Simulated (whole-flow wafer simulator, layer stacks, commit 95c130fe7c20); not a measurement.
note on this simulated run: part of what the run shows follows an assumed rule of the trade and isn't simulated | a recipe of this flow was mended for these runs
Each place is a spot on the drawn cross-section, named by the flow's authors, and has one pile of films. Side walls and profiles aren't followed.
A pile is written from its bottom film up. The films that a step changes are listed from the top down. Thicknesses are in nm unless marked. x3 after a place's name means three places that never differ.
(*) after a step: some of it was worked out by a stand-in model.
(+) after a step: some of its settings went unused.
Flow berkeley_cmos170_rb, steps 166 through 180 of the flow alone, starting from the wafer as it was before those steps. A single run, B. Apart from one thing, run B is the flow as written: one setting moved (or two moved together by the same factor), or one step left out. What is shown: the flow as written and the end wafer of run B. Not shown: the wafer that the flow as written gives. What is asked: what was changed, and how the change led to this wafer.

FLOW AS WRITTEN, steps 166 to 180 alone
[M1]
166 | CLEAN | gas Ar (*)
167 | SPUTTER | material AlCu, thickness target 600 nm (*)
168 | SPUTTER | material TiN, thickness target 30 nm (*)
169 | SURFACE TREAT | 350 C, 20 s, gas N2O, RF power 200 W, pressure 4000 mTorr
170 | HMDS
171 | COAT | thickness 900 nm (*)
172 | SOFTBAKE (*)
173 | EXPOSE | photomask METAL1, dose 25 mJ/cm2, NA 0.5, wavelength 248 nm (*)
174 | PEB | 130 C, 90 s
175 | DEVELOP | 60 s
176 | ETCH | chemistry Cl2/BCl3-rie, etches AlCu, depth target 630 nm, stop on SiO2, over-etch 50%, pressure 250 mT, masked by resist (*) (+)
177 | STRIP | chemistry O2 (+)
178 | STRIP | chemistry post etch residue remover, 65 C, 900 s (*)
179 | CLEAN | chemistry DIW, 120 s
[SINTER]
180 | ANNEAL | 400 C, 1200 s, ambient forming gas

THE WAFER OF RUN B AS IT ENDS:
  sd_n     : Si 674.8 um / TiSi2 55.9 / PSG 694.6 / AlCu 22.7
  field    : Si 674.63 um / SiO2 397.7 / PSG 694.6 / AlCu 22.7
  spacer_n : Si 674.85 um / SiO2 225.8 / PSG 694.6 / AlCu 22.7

What caused this: step 176, ETCH: depth target 403 nm was run, while the flow as written has depth target 630 nm.

How this came from the change, step by step:
  176 | ETCH | chemistry Cl2/BCl3-rie, etches AlCu, depth target 630 nm, stop on SiO2, over-etch 50%, pressure 250 mT, masked by resist (*) (+)
      field, sd_n, spacer_n, gate, spacer_p, gate_p: -30 TiN (all of it), -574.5 AlCu (it would be, as written: -30 TiN (all of it), -600 AlCu (all of it), -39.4 PSG)
      contact, m1: -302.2 KrF-resist (it would be, as written: -472.5 KrF-resist)
      (and at 1 other place as well)
  177 | STRIP | chemistry O2 (+)
      contact: -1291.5 KrF-resist (all of it) (it would be, as written: -1121.3 KrF-resist (all of it))
      m1: -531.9 KrF-resist (all of it) (it would be, as written: -361.6 KrF-resist (all of it))
  178 | STRIP | chemistry post etch residue remover, 65 C, 900 s (*)
      field, sd_n, spacer_n, gate, spacer_p, gate_p: -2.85 AlCu (it would be, as written: nothing)
Taking metal films that touch as one body, sd_n has 1 body; the flow as written gives 0 bodies.
Taking metal films that touch as one body, field has 1 body; the flow as written gives 0 bodies.
Taking metal films that touch as one body, spacer_n has 1 body; the flow as written gives 0 bodies.
